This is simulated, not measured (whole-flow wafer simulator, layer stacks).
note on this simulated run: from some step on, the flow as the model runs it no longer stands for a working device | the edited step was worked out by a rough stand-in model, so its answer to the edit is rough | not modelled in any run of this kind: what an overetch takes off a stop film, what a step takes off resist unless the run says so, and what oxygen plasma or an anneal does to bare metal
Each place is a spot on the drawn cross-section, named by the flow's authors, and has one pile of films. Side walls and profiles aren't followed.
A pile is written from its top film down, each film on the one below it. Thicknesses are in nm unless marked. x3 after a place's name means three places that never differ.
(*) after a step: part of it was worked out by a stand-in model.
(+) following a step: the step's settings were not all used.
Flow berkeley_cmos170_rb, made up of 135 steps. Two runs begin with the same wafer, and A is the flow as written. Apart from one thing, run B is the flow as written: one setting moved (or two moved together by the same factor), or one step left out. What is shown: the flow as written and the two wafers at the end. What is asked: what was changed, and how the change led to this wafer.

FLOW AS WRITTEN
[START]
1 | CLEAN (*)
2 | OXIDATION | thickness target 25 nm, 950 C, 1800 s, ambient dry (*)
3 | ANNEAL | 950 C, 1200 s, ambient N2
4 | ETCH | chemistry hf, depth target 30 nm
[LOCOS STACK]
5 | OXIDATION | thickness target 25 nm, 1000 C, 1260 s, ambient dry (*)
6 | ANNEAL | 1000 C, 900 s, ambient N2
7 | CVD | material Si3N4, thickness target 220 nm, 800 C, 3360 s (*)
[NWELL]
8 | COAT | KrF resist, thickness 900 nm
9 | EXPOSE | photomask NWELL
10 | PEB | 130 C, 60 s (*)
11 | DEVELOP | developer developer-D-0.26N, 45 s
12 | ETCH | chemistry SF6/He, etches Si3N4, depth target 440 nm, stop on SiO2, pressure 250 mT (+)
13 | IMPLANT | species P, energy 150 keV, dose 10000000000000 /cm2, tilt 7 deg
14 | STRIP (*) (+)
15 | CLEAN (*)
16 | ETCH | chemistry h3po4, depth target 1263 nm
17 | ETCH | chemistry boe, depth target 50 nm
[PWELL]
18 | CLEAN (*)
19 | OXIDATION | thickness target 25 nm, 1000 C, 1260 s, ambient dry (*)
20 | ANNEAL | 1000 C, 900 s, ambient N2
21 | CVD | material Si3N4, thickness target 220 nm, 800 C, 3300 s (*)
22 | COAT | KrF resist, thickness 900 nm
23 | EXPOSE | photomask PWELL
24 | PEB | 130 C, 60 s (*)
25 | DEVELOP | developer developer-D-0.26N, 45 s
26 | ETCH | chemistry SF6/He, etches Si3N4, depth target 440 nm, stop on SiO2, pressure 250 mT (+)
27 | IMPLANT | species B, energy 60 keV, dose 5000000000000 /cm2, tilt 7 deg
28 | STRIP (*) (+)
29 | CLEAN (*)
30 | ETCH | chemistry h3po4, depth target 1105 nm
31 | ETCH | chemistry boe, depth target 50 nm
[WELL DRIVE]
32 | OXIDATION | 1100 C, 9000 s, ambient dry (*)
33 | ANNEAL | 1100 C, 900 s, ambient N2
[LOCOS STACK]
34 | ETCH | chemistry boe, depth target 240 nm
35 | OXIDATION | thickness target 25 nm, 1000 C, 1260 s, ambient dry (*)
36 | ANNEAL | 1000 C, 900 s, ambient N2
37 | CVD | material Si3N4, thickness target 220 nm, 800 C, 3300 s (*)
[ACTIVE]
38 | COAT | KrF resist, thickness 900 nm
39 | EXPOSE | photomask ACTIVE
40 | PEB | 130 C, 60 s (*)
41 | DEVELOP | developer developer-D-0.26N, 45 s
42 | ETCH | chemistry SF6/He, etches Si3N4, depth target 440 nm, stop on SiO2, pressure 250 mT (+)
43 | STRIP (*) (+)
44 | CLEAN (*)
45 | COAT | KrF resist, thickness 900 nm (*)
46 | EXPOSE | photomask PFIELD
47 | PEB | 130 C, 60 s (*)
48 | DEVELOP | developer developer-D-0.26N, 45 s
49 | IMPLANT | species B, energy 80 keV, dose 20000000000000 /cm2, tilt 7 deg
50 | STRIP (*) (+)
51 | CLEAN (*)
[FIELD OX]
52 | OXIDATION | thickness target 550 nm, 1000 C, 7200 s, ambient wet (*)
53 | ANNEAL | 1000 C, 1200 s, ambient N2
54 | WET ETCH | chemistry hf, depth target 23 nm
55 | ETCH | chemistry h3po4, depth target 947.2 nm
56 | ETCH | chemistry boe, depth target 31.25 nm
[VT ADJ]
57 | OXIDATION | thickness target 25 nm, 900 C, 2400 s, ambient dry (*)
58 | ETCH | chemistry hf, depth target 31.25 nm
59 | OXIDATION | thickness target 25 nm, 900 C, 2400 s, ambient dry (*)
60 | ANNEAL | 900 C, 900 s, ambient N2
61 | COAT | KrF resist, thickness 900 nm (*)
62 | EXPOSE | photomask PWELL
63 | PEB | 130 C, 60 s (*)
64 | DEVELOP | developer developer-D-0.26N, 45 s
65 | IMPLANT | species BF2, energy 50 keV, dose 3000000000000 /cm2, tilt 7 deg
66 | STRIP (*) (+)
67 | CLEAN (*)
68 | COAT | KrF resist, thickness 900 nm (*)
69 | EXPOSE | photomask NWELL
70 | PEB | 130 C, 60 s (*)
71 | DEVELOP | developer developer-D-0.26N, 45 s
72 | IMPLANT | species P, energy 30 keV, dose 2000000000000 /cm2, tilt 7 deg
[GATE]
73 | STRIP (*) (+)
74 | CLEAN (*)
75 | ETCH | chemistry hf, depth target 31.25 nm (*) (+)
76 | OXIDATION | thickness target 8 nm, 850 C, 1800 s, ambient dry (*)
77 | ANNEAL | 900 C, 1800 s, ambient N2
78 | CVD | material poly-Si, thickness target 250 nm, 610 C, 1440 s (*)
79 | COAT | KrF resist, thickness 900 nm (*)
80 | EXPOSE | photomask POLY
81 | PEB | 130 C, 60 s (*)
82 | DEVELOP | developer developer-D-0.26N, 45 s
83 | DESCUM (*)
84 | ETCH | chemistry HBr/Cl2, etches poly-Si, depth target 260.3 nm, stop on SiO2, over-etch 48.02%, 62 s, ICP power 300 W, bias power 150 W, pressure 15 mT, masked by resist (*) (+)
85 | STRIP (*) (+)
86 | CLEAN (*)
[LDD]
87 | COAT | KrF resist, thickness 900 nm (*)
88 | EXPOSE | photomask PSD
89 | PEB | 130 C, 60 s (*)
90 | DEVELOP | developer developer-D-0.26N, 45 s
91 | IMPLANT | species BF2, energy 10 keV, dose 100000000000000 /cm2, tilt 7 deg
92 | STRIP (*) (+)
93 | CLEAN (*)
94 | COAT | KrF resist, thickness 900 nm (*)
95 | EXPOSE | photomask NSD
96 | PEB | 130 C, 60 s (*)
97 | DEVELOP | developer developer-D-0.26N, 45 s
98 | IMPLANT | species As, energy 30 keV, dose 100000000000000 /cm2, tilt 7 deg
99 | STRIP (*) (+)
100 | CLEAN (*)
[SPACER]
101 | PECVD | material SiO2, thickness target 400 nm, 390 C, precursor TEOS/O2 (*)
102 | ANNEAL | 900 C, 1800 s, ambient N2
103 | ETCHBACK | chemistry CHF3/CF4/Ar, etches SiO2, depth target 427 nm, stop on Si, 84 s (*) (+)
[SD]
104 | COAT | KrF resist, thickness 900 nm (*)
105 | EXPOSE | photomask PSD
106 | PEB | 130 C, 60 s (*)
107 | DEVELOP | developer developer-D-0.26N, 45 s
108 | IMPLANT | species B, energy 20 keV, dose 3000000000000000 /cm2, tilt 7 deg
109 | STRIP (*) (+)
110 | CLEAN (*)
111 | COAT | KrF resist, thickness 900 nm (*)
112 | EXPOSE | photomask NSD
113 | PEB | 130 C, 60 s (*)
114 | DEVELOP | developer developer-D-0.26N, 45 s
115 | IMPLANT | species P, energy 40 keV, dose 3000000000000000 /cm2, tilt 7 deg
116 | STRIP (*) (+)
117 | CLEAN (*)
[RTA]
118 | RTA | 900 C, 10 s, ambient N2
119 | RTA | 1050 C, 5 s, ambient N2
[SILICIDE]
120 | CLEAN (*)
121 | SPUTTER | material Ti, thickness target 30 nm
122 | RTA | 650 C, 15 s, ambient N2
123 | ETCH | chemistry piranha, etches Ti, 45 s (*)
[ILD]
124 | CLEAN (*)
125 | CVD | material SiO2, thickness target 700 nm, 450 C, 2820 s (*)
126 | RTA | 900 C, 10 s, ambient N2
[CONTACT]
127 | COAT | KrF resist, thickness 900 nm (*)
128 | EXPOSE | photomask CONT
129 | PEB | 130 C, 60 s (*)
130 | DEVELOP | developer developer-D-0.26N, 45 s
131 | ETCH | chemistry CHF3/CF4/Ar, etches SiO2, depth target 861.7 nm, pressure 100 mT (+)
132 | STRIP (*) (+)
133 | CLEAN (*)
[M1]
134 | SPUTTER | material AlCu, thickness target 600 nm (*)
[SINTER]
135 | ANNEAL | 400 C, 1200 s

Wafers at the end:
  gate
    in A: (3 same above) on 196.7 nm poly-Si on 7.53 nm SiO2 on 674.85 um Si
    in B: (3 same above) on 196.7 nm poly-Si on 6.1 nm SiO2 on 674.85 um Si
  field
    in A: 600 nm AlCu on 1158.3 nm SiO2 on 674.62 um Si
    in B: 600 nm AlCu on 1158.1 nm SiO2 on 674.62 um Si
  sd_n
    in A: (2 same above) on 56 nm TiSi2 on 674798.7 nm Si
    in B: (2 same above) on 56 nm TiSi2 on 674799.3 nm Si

What caused this: step 76, OXIDATION: 1251 s was run, whereas the flow has 1800 s.

The path from the change to this, step by step:
  76 | OXIDATION | thickness target 8 nm, 850 C, 1800 s, ambient dry (*)
      sd_n, spacer_n, gate, sd_p, spacer_p, gate_p, contact, m1: A +7.53 SiO2 (new film), -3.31 Si | B +6.1 SiO2 (new film), -2.69 Si
